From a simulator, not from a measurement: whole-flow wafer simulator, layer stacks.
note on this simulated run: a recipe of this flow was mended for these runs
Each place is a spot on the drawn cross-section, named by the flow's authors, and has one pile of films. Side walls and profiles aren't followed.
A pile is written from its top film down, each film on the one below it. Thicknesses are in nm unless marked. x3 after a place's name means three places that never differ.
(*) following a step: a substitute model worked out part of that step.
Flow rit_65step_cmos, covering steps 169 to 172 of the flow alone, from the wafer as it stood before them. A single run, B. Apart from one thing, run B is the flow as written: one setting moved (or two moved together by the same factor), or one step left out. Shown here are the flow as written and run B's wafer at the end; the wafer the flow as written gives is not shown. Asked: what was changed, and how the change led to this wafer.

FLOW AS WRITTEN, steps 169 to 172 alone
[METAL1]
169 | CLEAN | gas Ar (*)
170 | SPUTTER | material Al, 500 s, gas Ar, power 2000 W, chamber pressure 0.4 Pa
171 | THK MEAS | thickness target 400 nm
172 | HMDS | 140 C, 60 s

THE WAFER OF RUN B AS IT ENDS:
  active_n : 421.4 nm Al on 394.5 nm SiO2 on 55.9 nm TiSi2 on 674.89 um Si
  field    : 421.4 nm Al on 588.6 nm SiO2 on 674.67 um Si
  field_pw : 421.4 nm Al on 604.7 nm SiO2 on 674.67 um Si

The reason: step 170, SPUTTER: power 2107 W was run, though the flow has power 2000 W.

The path from the change to this, step by step:
  170 | SPUTTER | material Al, 500 s, gas Ar, power 2000 W, chamber pressure 0.4 Pa
      field, field_pw, field_nw and 10 more: Al gains 421.4 (new film) (in the flow as written it would be: Al gains 400 (new film))
      contact: Al gains 267.8 (new film) (in the flow as written it would be: Al gains 255.4 (new film))
